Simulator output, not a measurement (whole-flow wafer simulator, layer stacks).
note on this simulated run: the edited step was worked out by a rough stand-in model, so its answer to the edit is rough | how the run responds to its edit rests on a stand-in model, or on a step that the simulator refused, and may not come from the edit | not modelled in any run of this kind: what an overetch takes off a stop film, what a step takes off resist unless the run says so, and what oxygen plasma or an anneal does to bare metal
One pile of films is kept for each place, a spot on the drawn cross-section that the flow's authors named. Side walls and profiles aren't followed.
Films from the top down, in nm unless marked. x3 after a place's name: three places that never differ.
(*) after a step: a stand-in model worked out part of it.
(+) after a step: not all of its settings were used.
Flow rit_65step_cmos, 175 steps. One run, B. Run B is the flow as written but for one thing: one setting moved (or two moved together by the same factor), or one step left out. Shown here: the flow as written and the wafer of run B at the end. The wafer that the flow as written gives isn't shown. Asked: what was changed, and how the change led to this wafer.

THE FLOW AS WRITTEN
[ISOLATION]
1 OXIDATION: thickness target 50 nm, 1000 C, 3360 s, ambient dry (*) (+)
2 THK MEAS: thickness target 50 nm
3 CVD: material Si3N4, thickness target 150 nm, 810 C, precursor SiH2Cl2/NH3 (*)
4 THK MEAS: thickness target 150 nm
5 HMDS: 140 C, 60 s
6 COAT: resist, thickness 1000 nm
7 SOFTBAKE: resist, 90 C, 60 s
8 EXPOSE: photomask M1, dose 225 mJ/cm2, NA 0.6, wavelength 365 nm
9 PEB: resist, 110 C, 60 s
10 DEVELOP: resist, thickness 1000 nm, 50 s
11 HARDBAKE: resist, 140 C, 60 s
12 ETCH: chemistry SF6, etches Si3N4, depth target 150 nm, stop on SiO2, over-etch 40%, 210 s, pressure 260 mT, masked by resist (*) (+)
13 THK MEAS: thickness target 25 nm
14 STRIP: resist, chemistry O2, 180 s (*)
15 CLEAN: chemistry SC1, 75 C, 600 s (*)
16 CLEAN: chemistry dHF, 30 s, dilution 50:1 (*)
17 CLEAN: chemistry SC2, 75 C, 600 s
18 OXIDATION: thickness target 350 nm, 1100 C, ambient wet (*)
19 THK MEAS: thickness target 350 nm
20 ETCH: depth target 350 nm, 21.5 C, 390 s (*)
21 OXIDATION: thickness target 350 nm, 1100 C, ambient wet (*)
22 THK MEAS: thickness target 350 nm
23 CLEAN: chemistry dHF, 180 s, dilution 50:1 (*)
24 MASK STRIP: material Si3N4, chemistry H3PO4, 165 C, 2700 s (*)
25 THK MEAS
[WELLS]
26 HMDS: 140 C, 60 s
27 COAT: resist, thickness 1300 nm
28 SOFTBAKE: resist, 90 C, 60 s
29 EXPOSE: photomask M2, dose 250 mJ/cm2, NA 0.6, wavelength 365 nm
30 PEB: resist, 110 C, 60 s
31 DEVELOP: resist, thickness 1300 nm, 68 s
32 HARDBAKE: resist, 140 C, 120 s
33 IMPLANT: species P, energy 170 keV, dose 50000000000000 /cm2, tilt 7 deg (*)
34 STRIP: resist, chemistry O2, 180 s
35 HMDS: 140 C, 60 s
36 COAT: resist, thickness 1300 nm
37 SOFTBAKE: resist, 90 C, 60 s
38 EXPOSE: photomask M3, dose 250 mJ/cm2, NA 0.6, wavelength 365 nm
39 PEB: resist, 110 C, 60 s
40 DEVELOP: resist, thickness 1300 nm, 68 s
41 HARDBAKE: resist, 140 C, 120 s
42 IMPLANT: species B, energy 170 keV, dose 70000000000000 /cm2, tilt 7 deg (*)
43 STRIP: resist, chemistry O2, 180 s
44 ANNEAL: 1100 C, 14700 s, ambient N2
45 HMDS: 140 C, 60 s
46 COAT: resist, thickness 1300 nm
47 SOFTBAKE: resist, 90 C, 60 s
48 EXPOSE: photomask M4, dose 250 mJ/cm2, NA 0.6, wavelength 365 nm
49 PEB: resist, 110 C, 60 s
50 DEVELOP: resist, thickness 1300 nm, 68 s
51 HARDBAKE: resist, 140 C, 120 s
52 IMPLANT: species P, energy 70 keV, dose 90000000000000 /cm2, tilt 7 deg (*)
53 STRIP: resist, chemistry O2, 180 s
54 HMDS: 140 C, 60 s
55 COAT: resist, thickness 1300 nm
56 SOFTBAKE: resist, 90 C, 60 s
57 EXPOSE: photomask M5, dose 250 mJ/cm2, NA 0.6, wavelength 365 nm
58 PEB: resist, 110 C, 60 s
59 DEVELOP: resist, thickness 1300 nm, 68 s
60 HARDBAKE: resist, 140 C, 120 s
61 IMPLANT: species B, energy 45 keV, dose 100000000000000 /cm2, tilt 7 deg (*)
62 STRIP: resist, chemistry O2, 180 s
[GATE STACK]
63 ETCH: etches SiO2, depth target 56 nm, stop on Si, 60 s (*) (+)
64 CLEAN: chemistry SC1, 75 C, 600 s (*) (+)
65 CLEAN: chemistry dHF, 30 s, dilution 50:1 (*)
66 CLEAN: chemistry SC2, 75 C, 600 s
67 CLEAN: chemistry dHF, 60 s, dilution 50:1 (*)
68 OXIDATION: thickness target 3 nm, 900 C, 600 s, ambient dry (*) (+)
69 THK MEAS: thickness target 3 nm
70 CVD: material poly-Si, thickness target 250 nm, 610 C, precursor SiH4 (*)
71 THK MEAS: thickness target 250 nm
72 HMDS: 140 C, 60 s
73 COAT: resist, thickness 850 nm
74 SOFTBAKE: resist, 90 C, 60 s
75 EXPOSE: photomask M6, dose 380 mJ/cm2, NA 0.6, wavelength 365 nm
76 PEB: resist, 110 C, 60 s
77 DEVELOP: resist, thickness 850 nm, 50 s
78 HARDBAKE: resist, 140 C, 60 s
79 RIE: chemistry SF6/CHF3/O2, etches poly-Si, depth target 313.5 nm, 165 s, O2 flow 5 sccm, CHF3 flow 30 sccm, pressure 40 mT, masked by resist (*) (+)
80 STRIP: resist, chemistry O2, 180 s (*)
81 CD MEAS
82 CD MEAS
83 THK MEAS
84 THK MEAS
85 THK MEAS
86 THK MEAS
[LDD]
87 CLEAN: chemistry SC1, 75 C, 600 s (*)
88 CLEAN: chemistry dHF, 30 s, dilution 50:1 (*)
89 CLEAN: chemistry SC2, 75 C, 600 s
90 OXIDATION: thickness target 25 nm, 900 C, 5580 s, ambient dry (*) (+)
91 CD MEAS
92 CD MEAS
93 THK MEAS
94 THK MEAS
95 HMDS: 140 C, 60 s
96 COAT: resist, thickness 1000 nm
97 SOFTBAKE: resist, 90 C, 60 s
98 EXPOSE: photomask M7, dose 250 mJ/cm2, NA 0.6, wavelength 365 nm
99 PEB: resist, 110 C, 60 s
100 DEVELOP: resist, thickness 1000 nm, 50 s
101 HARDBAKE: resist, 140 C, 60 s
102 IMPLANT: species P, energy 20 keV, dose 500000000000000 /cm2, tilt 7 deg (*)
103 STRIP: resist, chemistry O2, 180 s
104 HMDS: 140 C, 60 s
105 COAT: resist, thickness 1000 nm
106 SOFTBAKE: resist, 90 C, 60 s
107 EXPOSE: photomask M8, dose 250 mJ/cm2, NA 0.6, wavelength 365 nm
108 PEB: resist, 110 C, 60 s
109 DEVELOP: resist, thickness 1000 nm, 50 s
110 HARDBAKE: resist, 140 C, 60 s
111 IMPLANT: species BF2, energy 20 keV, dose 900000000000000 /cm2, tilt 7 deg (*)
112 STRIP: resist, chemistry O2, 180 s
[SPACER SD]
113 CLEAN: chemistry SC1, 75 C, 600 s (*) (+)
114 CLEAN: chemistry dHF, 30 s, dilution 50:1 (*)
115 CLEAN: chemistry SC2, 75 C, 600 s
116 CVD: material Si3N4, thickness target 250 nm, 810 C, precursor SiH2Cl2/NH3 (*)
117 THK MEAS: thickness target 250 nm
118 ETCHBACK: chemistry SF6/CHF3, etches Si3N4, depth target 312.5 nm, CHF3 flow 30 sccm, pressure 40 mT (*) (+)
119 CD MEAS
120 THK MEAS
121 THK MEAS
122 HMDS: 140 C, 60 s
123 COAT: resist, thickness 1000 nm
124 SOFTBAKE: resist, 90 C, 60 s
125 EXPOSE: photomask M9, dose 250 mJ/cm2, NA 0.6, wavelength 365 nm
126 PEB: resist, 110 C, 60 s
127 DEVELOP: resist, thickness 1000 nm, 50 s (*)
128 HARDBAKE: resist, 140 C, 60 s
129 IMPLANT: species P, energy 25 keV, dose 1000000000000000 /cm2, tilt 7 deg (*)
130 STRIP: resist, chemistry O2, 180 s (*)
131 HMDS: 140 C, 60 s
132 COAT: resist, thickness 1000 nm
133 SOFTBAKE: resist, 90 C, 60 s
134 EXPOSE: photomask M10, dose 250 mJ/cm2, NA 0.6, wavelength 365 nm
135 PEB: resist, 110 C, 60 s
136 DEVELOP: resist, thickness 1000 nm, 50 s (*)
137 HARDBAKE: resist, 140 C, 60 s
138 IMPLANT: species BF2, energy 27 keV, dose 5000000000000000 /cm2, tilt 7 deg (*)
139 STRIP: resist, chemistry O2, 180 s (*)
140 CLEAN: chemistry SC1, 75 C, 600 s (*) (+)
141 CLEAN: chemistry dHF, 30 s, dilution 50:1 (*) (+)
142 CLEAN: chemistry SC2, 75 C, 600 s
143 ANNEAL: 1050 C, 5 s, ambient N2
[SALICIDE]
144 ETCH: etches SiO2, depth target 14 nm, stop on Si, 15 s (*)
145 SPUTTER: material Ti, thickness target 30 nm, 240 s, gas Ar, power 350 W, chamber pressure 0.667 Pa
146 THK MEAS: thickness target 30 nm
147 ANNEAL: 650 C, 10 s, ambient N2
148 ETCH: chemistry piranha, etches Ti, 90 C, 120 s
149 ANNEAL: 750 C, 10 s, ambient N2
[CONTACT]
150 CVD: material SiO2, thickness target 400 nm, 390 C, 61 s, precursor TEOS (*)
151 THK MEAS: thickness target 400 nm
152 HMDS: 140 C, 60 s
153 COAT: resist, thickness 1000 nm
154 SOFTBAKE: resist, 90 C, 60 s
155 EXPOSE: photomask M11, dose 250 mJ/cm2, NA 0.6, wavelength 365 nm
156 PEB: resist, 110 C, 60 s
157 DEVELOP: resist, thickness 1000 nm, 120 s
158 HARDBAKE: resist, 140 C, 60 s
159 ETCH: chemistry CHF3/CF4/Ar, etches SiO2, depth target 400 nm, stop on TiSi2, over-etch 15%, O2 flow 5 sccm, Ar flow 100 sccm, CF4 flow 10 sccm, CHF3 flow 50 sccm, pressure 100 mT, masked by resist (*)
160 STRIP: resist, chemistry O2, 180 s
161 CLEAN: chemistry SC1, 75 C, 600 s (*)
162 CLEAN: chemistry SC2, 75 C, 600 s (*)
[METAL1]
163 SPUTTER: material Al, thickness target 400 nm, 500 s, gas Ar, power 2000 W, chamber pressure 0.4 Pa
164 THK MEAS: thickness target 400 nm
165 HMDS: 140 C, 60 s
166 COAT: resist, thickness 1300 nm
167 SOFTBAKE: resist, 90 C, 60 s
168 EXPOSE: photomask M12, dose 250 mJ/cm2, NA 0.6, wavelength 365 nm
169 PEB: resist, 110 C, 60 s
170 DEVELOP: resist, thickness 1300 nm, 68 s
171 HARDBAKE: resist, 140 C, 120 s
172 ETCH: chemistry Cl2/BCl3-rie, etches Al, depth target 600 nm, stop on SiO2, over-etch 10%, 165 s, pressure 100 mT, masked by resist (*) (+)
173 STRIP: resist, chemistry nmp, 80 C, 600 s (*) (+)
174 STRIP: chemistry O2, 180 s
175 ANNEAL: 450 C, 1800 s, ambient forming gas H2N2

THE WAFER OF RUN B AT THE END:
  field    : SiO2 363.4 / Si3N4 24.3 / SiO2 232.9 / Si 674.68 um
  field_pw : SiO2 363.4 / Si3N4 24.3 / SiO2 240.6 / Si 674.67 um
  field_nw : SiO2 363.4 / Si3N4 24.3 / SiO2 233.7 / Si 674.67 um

The cause: step 116, CVD: thickness target 338 nm was run, where the flow has thickness target 250 nm.

How the change led to this, step by step:
  116 CVD: material Si3N4, thickness target 250 nm, 810 C, precursor SiH2Cl2/NH3 (*)
      field, field_pw, field_nw and 11 more: Si3N4 +338 (new film) (as written it would be: Si3N4 +250 (new film))
  118 ETCHBACK: chemistry SF6/CHF3, etches Si3N4, depth target 312.5 nm, CHF3 flow 30 sccm, pressure 40 mT (*) (+)
      field, field_pw, field_nw, field_p: Si3N4 -312.5 (as written it would be: Si3N4 -250 (all of it), SiO2 -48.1)
      gate_n: Si3N4 -312.5 (as written it would be: Si3N4 -250 (all of it), SiO2 -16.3 (all of it), poly-Si -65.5)
      (and at 3 more places)
  123 COAT: resist, thickness 1000 nm
      field: resist +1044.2 (new film) (as written it would be: resist +1066.4 (new film))
      field_p: resist +1051.3 (new film) (as written it would be: resist +1073.5 (new film))
      (and at 4 more places)
  126 PEB: resist, 110 C, 60 s
      gate_n, gate_p: resist -40 (as written it would be: resist -43.1)
      field: resist -54.3 (as written it would be: resist -55.6)
      (and at 3 more places)
  127 DEVELOP: resist, thickness 1000 nm, 50 s (*)
      field: resist -989.9 (all of it) (as written it would be: resist -1010.9 (all of it))
      gate_n: resist -737.2 (all of it) (as written it would be: resist -791.9 (all of it))
      (and at 1 more place)
  128 HARDBAKE: resist, 140 C, 60 s
      field_nw: resist -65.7 (as written it would be: resist -67.1)
      field_p: resist -67.2 (as written it would be: resist -68.8)
      (and at 2 more places)
  130 STRIP: resist, chemistry O2, 180 s (*)
      gate_n: nothing (as written it would be: chemical SiO2 +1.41 (new film), poly-Si -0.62)
      gate_p: resist -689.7 (all of it) (as written it would be: chemical SiO2 +1.31 (new film), resist -741.1 (all of it), poly-Si -0.58)
      (and at 2 more places)
  132 COAT: resist, thickness 1000 nm
      field: resist +1044.2 (new film) (as written it would be: resist +1067 (new film))
      field_p: resist +1051.3 (new film) (as written it would be: resist +1074 (new film))
      (and at 4 more places)
  135 PEB: resist, 110 C, 60 s
      gate_n, gate_p: resist -40 (as written it would be: resist -43.1)
      spacer, spacer_p: resist -53.7 (as written it would be: resist -42)
      (and at 2 more places)
  136 DEVELOP: resist, thickness 1000 nm, 50 s (*)
      field_p: resist -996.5 (all of it) (as written it would be: resist -1018 (all of it))
      gate_p: resist -737.4 (all of it) (as written it would be: resist -792.8 (all of it))
      (and at 1 more place)
  137 HARDBAKE: resist, 140 C, 60 s
      field: resist -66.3 (as written it would be: resist -68.3)
      field_nw: resist -65.7 (as written it would be: resist -67.1)
      (and at 2 more places)
  139 STRIP: resist, chemistry O2, 180 s (*)
      gate_n: resist -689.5 (all of it) (as written it would be: resist -740 (all of it), chemical SiO2 +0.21, poly-Si -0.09)
      field: resist -923.6 (all of it) (as written it would be: resist -943.1 (all of it))
      (and at 1 more place)
  140 CLEAN: chemistry SC1, 75 C, 600 s (*) (+)
      field, field_pw, field_nw, field_p: Si3N4 -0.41 (as written it would be: SiO2 -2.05)
      gate_n, gate_p: Si3N4 -0.41 (as written it would be: chemical SiO2 -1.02, poly-Si -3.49)
  141 CLEAN: chemistry dHF, 30 s, dilution 50:1 (*) (+)
      field, field_p: Si3N4 -0.43 (as written it would be: SiO2 -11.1)
      field_pw, field_nw: Si3N4 -0.43 (as written it would be: SiO2 -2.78)
      (and at 2 more places)
  144 ETCH: etches SiO2, depth target 14 nm, stop on Si, 15 s (*)
      field, field_pw, field_nw, field_p: Si3N4 -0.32 (as written it would be: SiO2 -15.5)
  145 SPUTTER: material Ti, thickness target 30 nm, 240 s, gas Ar, power 350 W, chamber pressure 0.667 Pa
      gate_n: Ti +30 (new film) (as written it would be: Ti +27.3 (new film))
      gate_p: Ti +30 (new film) (as written it would be: Ti +27.2 (new film))
  ... 10 more steps ...
  170 DEVELOP: resist, thickness 1300 nm, 68 s
      field: resist -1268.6 (all of it) (as written it would be: resist -1316.6 (all of it))
      field_pw: resist -1256.7 (all of it) (as written it would be: resist -1285.5 (all of it))
      (and at 6 more places)
